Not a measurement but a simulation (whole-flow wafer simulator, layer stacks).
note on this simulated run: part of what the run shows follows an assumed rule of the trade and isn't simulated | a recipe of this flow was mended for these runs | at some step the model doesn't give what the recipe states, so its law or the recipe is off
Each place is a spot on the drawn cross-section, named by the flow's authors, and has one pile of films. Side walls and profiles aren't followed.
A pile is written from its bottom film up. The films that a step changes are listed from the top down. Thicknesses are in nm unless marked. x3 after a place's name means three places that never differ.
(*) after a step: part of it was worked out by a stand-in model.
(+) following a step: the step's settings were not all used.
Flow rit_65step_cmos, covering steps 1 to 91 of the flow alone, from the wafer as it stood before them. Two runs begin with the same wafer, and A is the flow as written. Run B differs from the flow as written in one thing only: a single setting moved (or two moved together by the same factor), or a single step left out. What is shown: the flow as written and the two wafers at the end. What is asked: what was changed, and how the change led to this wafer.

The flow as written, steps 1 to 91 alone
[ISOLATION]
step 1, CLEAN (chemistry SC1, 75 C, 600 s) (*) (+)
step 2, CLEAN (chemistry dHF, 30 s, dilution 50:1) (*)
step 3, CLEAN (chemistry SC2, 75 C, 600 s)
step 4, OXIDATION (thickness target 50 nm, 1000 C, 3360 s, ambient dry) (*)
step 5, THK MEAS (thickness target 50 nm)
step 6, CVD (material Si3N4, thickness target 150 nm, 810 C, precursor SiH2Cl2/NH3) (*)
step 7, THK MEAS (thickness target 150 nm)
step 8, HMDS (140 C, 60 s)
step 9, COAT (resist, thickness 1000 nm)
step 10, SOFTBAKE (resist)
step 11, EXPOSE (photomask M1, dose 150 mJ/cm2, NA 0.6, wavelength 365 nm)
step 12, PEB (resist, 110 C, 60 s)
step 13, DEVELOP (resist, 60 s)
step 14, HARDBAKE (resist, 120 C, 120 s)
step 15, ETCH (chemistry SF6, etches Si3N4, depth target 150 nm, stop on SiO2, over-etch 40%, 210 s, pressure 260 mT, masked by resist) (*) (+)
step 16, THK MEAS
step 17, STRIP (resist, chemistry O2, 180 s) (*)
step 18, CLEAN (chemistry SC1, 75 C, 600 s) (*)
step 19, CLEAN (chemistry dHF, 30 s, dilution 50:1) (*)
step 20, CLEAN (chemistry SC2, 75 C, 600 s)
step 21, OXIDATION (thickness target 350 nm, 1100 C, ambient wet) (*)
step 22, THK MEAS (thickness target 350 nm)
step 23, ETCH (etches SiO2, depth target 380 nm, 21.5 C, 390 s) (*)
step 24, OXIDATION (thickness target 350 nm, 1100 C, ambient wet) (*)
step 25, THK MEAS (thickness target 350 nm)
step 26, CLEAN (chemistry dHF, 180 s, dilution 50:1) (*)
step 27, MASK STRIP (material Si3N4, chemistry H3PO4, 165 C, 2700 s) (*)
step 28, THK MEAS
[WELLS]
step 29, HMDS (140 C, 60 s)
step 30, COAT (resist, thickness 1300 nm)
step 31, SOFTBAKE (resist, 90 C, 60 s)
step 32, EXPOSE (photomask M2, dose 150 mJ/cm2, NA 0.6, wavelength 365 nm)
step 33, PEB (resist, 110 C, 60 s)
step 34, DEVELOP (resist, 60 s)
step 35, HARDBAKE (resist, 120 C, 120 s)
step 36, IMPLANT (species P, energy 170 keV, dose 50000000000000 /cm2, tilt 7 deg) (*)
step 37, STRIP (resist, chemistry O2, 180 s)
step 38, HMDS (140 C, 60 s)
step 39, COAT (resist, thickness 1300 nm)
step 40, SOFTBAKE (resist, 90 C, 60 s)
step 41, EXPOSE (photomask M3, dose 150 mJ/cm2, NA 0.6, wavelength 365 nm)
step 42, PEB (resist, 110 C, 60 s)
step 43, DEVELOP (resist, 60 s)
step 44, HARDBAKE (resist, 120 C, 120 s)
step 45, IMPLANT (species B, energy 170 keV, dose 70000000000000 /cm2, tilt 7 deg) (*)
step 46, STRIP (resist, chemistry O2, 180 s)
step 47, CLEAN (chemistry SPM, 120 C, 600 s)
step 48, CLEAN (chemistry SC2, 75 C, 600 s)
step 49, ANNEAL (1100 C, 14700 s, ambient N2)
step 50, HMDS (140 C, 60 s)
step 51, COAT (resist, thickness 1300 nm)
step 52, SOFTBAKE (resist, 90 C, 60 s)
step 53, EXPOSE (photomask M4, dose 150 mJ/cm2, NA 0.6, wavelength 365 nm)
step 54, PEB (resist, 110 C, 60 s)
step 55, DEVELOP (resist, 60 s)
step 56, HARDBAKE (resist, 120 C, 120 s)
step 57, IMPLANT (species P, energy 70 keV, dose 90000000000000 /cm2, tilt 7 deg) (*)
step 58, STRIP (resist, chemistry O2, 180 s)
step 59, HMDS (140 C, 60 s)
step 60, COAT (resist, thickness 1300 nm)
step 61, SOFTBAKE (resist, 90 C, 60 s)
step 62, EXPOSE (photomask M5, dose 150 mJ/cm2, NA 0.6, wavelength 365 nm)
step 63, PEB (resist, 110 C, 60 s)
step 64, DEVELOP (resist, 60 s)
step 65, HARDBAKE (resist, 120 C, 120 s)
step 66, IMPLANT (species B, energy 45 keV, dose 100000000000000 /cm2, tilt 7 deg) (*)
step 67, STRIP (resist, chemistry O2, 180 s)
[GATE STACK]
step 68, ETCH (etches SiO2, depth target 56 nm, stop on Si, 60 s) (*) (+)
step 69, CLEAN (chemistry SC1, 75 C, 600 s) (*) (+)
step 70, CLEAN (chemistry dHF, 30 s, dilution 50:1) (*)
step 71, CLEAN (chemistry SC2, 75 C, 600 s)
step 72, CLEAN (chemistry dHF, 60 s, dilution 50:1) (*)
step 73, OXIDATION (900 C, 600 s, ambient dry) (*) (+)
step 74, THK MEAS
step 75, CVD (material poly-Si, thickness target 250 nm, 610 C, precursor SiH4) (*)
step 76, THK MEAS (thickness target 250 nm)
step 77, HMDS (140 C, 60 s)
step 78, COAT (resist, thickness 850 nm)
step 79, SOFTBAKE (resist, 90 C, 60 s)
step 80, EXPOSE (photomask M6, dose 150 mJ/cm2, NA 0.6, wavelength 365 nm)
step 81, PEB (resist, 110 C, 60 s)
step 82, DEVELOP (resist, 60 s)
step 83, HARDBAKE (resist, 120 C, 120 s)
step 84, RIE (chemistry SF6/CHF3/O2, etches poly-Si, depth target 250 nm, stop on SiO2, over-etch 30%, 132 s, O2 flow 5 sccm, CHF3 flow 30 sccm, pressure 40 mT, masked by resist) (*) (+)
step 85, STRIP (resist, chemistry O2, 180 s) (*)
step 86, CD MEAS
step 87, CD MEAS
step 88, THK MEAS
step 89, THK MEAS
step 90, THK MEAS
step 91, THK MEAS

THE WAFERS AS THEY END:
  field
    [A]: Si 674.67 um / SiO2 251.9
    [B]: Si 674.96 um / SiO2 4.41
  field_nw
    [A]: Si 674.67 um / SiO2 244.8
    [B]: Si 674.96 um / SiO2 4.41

Cause: step 15, ETCH: chemistry SF6, etches Si3N4, depth target 150 nm, stop on SiO2, over-etch 40%, 210 s, pressure 260 mT, masked by resist (*) (+), was omitted.

Step by step, how the change led to this:
  step 17, STRIP (resist, chemistry O2, 180 s) (*)
      active_n, active_p, gate_n and 7 more: A -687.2 resist (all of it) | B -915.5 resist (all of it)
  step 18, CLEAN (chemistry SC1, 75 C, 600 s) (*)
      field, field_pw, field_nw, field_p: A -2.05 SiO2 | B -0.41 Si3N4
  step 19, CLEAN (chemistry dHF, 30 s, dilution 50:1) (*)
      field, field_pw, field_nw, field_p: A -2.78 SiO2 | B -0.43 Si3N4
  step 21, OXIDATION (thickness target 350 nm, 1100 C, ambient wet) (*)
      gate_n, gate_p, spacer, spacer_p, sd_n, sd_p, contact, m1: A +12 SiO2 (new film), -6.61 Si3N4, +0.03 SiO2 | B +12 SiO2 (new film), -6.61 Si3N4
      field, field_p: A +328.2 SiO2, -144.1 Si | B +12 SiO2 (new film), -6.61 Si3N4
      (and at 2 other places as well)
  step 23, ETCH (etches SiO2, depth target 380 nm, 21.5 C, 390 s) (*)
      field, field_p: A -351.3 SiO2 (all of it), -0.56 Si | B -12 SiO2 (all of it), -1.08 Si3N4
      field_pw, field_nw: A -355.4 SiO2 (all of it), -0.49 Si | B -12 SiO2 (all of it), -1.08 Si3N4
      (and at 10 other places as well)
  step 24, OXIDATION (thickness target 350 nm, 1100 C, ambient wet) (*)
      field, field_pw, field_nw, field_p: A +350 SiO2 (new film), -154 Si | B +12 SiO2 (new film), -6.61 Si3N4
  step 26, CLEAN (chemistry dHF, 180 s, dilution 50:1) (*)
      field, field_pw, field_nw, field_p: A -16.7 SiO2 | B -12 SiO2 (all of it), -0.44 Si3N4
  step 27, MASK STRIP (material Si3N4, chemistry H3PO4, 165 C, 2700 s) (*)
      field, field_pw, field_nw, field_p: A -10.7 SiO2 | B -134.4 Si3N4 (all of it), -5.54 SiO2
  step 68, ETCH (etches SiO2, depth target 56 nm, stop on Si, 60 s) (*) (+)
      field, field_pw, field_nw, field_p: A -56 SiO2 | B -45.5 SiO2 (all of it), -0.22 Si
  step 69, CLEAN (chemistry SC1, 75 C, 600 s) (*) (+)
      field, field_pw, field_nw, field_p: A -2.05 SiO2 | B +0.6 chemical SiO2 (new film), -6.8 Si
  step 70, CLEAN (chemistry dHF, 30 s, dilution 50:1) (*)
      field, field_pw: A -3.32 SiO2 | B -0.6 chemical SiO2 (all of it)
      field_nw, field_p: A -5.75 SiO2 | B -0.6 chemical SiO2 (all of it)
  step 72, CLEAN (chemistry dHF, 60 s, dilution 50:1) (*)
      field, field_pw: A -6.66 SiO2 | B -0.4 chemical SiO2 (all of it)
      field_nw, field_p: A -11.3 SiO2 | B -0.4 chemical SiO2 (all of it)
  step 73, OXIDATION (900 C, 600 s, ambient dry) (*) (+)
      field, field_pw, field_nw, field_p: A nothing | B +7.17 SiO2 (new film), -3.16 Si
  step 78, COAT (resist, thickness 850 nm)
      field: A +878 resist (new film) | B +850 resist (new film)
      field_pw: A +871 resist (new film) | B +850 resist (new film)
      (and at 2 other places as well)
  step 81, PEB (resist, 110 C, 60 s)
      field: A -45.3 resist | B -43.9 resist
      field_pw: A -45 resist | B -43.9 resist
      (and at 2 other places as well)
  step 82, DEVELOP (resist, 60 s)
      field: A -832.7 resist (all of it) | B -806.1 resist (all of it)
      field_pw: A -826 resist (all of it) | B -806.1 resist (all of it)
      (and at 2 other places as well)
